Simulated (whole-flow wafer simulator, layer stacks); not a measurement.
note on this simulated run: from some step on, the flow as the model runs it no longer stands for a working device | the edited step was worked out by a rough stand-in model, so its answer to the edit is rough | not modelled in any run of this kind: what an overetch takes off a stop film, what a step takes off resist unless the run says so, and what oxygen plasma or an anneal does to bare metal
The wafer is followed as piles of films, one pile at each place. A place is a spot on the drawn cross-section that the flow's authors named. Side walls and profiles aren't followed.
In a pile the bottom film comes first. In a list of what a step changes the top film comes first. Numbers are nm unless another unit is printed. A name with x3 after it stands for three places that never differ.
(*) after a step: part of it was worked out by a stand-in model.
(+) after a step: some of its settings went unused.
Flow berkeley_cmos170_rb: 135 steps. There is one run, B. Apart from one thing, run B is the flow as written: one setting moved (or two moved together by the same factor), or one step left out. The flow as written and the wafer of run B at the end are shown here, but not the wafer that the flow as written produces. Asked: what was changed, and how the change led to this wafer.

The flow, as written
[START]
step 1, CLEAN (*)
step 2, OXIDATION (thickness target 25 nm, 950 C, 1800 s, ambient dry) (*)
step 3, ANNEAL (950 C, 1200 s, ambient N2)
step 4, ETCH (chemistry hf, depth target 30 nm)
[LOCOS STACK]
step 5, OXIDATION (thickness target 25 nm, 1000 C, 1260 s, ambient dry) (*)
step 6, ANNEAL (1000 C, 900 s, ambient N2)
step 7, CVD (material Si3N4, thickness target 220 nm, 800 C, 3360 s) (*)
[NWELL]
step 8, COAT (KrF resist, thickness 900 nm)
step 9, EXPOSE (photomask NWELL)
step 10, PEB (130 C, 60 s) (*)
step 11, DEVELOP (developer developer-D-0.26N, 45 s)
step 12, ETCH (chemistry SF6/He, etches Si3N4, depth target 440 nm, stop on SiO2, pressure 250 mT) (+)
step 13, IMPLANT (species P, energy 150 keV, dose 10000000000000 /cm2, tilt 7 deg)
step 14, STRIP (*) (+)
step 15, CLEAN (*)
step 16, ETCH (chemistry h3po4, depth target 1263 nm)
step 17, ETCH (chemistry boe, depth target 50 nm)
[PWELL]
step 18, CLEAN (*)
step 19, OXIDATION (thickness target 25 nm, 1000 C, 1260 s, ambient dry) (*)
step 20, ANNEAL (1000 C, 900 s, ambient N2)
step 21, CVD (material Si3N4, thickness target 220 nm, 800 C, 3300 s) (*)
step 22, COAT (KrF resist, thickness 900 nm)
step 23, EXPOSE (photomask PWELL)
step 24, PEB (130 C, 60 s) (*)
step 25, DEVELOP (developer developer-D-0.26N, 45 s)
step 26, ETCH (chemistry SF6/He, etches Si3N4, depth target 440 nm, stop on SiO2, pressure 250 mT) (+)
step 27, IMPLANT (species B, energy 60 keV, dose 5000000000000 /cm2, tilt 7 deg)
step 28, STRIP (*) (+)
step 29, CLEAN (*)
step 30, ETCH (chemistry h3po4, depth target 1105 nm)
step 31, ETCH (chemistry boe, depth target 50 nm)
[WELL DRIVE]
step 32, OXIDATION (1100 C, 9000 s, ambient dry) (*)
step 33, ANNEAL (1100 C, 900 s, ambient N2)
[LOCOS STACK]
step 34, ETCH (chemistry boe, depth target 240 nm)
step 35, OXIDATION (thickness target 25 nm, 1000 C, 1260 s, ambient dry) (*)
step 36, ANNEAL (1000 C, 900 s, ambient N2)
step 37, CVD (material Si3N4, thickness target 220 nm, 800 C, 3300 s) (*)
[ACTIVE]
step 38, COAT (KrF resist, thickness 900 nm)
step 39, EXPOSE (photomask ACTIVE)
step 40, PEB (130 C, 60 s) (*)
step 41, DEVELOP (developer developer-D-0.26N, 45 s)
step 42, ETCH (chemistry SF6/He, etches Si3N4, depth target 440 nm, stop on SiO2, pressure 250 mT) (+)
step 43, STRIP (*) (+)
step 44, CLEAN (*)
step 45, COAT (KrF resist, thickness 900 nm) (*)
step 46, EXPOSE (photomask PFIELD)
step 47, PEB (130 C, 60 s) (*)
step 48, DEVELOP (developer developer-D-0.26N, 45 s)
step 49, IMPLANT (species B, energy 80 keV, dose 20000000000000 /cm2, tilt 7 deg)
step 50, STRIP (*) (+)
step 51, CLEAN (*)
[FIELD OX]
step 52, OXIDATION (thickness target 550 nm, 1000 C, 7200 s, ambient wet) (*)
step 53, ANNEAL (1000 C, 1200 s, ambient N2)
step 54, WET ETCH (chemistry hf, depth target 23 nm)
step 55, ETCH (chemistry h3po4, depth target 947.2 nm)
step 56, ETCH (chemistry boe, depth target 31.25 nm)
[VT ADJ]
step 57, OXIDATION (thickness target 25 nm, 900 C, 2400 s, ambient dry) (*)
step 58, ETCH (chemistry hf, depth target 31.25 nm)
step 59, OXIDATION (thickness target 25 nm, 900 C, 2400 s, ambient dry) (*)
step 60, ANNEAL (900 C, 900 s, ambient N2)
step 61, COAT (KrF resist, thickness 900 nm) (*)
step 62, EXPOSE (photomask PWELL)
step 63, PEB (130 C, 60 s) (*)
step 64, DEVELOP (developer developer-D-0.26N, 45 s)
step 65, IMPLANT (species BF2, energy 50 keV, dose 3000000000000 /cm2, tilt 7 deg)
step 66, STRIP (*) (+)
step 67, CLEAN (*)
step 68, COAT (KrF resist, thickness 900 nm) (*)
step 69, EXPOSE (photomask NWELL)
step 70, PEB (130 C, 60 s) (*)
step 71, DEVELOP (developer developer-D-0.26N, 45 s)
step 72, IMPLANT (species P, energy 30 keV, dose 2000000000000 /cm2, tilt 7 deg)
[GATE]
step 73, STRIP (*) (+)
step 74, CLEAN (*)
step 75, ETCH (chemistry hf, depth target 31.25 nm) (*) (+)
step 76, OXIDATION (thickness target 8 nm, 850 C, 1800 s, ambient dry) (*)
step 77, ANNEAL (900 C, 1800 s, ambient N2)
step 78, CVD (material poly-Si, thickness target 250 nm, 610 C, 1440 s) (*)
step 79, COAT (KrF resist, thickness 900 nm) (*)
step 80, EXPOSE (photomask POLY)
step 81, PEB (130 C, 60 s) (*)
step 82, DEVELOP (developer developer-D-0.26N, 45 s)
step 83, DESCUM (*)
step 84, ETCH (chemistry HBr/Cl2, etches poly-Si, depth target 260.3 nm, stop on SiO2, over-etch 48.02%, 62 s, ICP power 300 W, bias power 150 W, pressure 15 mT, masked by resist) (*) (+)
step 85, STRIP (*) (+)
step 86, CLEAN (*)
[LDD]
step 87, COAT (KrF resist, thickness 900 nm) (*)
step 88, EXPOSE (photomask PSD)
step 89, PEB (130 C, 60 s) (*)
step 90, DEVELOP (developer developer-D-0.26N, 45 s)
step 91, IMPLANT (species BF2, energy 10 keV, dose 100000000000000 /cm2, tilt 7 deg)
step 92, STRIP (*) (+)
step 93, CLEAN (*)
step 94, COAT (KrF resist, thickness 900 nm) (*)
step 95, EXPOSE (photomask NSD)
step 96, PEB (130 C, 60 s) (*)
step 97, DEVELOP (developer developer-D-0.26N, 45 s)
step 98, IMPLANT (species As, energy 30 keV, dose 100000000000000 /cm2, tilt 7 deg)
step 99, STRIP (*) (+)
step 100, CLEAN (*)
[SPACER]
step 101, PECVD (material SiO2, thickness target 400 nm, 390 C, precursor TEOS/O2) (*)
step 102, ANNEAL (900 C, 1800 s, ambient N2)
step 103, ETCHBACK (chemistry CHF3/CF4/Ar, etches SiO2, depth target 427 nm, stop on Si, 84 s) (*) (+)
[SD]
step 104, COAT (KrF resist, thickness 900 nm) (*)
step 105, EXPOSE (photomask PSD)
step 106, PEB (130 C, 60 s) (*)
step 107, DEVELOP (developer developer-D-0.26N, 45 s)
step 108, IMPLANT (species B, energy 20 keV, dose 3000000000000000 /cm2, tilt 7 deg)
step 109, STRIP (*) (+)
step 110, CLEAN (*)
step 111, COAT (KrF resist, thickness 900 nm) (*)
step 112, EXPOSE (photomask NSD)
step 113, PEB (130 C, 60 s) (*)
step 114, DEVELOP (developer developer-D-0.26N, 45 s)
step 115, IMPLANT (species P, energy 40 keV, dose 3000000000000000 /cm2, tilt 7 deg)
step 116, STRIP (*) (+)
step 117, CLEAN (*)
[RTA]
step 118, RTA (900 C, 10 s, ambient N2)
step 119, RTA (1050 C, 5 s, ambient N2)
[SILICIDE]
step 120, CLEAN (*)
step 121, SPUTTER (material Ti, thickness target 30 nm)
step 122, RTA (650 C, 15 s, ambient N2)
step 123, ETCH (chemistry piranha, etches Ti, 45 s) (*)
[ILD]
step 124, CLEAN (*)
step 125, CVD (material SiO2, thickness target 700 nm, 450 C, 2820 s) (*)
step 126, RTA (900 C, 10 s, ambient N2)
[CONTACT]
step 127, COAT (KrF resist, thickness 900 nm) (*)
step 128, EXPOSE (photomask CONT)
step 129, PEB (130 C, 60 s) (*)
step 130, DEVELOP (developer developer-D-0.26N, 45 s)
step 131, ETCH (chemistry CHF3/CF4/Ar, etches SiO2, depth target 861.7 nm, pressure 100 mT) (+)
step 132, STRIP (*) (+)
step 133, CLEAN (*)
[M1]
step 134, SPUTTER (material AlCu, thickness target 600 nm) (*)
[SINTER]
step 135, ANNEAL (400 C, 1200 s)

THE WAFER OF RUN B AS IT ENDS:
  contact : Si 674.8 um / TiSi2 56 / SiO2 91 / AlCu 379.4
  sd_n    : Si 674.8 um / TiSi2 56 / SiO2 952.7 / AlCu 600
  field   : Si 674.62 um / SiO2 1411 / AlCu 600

What caused this: step 125, CVD: thickness target 952.7 nm was run, though the flow has thickness target 700 nm; step 125, CVD: 3838 s was run, where the flow has 2820 s.
The wafer itself shows it: sd_n has SiO2 952.7, and step 125 as written asks for 700 nm.

The path from the change to this, step by step:
  step 125, CVD (material SiO2, thickness target 700 nm, 450 C, 2820 s) (*)
      sd_n, gate, sd_p, gate_p, contact, m1: SiO2 gains 952.7 (new film) (as written it would have been: SiO2 gains 700 (new film))
      field, spacer_n, spacer_p: SiO2 gains 952.7 (as written it would have been: SiO2 gains 700)
  step 131, ETCH (chemistry CHF3/CF4/Ar, etches SiO2, depth target 861.7 nm, pressure 100 mT) (+)
      contact: SiO2 loses 861.7 (as written it would have been: SiO2 loses 700 (all of it), TiSi2 loses 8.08)
  step 134, SPUTTER (material AlCu, thickness target 600 nm) (*)
      contact: AlCu gains 379.4 (new film) (as written it would have been: AlCu gains 415.1 (new film))
